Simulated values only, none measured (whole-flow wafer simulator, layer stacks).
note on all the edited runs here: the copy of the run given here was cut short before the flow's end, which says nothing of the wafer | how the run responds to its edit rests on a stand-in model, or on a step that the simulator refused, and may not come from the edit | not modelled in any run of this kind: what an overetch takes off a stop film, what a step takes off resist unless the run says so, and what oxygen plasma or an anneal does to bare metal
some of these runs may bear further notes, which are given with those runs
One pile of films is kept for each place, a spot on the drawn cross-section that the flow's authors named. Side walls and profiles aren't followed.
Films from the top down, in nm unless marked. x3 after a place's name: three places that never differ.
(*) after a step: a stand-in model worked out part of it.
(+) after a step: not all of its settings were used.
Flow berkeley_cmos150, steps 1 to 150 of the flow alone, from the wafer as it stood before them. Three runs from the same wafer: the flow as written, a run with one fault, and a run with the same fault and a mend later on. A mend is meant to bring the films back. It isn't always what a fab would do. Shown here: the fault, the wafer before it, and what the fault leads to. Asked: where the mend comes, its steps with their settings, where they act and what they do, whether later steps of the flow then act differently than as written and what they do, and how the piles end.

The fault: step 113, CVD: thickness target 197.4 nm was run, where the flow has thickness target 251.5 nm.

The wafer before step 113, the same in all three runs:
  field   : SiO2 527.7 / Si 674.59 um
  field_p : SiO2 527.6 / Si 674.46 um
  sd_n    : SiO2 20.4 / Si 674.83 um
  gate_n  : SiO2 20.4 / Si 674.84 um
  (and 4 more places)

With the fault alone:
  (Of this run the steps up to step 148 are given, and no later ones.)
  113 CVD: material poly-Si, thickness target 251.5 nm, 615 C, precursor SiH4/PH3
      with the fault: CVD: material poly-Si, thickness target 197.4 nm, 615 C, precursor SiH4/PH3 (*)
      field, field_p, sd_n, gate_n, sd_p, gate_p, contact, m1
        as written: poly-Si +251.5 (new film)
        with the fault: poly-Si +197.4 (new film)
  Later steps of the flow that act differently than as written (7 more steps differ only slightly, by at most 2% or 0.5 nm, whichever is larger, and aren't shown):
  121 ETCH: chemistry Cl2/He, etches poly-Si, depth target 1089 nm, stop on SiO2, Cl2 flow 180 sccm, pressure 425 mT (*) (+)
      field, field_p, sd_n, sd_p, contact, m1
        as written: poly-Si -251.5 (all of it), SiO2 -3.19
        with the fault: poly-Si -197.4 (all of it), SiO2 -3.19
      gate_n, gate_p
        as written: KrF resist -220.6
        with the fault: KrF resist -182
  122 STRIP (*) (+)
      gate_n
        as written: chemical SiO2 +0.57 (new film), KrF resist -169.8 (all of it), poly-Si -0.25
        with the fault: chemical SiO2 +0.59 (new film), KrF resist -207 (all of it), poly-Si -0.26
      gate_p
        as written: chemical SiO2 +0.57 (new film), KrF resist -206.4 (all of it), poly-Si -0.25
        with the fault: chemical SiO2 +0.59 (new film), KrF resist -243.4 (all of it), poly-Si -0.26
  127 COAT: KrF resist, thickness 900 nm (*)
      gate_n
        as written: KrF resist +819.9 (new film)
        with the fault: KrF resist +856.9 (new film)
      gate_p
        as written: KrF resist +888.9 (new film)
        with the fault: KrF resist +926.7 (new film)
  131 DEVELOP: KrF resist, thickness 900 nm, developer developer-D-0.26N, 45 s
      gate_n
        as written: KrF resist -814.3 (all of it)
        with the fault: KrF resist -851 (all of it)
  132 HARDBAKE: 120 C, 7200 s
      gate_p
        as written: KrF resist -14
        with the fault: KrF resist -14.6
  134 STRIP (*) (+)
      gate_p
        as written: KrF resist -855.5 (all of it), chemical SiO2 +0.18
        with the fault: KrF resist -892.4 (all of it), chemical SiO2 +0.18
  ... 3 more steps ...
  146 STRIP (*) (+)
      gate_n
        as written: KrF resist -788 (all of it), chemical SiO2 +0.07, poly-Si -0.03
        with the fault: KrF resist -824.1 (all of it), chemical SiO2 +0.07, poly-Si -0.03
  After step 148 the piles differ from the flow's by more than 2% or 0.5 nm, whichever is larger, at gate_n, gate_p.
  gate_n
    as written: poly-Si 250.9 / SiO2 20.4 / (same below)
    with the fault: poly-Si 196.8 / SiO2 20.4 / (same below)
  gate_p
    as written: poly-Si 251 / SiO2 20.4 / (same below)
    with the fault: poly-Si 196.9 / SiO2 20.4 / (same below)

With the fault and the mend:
  The mend comes after step 113.
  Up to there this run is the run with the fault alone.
  113a ETCH: chemistry tmah, depth target 227 nm
      field, field_p, sd_n, gate_n, sd_p, gate_p, contact, m1
        poly-Si -197.4 (all of it)
  113b CLEAN: chemistry SPM, 600 s (*) (the flow's step 108 once more)
      changes no film at any place that is followed
  113c CVD: material poly-Si, thickness target 251.5 nm, 615 C, precursor SiH4/PH3 (the flow's step 113 once more)
      field, field_p, sd_n, gate_n, sd_p, gate_p, contact, m1
        poly-Si +251.5 (new film)
  No later step of the flow acts differently than as written at any place that is followed.
  At the end the piles are the same as the flow's at every place that both follow.
